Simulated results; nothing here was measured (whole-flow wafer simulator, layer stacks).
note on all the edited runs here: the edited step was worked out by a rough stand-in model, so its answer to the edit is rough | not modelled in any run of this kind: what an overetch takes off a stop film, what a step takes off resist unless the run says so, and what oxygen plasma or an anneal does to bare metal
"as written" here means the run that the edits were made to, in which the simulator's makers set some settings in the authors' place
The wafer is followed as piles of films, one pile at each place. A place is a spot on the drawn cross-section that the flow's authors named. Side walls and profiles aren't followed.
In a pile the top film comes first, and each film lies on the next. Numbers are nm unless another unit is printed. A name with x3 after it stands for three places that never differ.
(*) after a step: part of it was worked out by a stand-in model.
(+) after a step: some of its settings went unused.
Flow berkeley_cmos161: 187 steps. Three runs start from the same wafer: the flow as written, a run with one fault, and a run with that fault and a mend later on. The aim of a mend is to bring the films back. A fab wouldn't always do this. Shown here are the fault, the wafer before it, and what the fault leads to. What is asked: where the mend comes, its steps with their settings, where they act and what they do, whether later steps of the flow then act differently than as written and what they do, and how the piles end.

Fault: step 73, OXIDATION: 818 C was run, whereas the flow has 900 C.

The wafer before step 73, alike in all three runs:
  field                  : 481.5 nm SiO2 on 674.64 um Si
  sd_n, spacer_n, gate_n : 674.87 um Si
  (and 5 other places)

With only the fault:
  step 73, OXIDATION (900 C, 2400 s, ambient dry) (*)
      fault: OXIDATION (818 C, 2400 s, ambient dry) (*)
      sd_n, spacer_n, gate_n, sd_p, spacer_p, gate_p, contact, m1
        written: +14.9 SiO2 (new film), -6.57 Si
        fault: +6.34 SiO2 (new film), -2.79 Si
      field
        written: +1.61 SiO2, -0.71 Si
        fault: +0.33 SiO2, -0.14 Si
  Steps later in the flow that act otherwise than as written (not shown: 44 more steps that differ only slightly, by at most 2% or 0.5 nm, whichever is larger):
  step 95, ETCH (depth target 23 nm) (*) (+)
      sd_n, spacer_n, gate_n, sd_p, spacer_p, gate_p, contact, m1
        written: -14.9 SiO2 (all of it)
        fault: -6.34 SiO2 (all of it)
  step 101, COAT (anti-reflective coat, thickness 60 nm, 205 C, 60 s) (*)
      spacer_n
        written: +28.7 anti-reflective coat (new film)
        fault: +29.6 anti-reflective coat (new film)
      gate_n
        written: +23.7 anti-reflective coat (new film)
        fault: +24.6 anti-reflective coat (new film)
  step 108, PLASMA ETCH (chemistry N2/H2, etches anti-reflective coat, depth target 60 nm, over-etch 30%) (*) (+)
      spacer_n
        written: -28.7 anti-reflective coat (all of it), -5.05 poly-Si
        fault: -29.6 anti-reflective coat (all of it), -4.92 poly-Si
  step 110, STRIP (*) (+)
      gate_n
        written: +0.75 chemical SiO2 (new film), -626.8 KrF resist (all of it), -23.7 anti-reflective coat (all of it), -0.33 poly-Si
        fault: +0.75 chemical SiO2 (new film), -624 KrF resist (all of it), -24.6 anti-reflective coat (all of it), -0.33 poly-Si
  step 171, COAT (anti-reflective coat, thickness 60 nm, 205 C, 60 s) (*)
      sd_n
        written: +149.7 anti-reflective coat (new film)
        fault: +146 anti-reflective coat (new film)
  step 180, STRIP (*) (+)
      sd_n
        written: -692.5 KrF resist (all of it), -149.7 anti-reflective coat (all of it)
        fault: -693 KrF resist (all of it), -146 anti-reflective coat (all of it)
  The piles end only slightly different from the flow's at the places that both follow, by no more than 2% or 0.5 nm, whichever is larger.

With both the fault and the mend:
  After step 81 comes the mend.
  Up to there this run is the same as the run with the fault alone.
  step 81a, STRIP (*) (+)
      sd_p
        -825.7 KrF resist (all of it)
      spacer_p
        -807.7 KrF resist (all of it)
      gate_p
        -806.6 KrF resist (all of it)
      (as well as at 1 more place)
  step 81b, CLEAN (chemistry SPM)
      leaves every film unchanged at each place that is followed
  step 81c, OXIDATION (900 C, 1762 s, ambient dry) (*) (the flow's step 73 again, with other settings)
      sd_n, spacer_n, gate_n, sd_p, spacer_p, gate_p, contact, m1
        +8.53 SiO2, -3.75 Si
      field
        +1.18 SiO2, -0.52 Si
  step 81d, HMDS (the flow's step 75 again)
      leaves every film unchanged at each place that is followed
  step 81e, COAT (KrF resist, thickness 900 nm) (*) (the flow's step 76 again)
      field
        +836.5 KrF resist (new film)
      sd_n
        +1024.5 KrF resist (new film)
      spacer_n
        +984.7 KrF resist (new film)
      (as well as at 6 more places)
  step 81f, SOFTBAKE (KrF resist) (the flow's step 77 again)
      leaves every film unchanged at each place that is followed
  step 81g, EXPOSE (photomask PWELL, dose 30 mJ/cm2, NA 0.5, wavelength 248 nm) (*) (the flow's step 78 again)
      leaves every film unchanged at each place that is followed
  step 81h, PEB (KrF resist, 130 C) (the flow's step 79 again)
      sd_n, m1
        -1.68 KrF resist
      spacer_n, gate_n
        -1.61 KrF resist
      spacer_p, gate_p
        -1.6 KrF resist
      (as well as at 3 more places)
  step 81i, DEVELOP (KrF resist, thickness 900 nm, developer developer-D-0.26N) (the flow's step 80 again)
      sd_p, spacer_p, gate_p, m1
        -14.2 KrF resist
      field
        -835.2 KrF resist (all of it)
      sd_n
        -1022.8 KrF resist (all of it)
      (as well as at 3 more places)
  step 81j, HARDBAKE (140 C, 30 s) (the flow's step 81 again)
      sd_p
        -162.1 KrF resist
      spacer_p
        -158.7 KrF resist
      gate_p
        -158.5 KrF resist
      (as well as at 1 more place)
  None of the later steps of the flow differs from how it acts as written, at any place that is followed, by more than 2% or 0.5 nm, whichever is larger.
  The piles end only slightly different from the flow's at the places that both follow, by no more than 2% or 0.5 nm, whichever is larger.
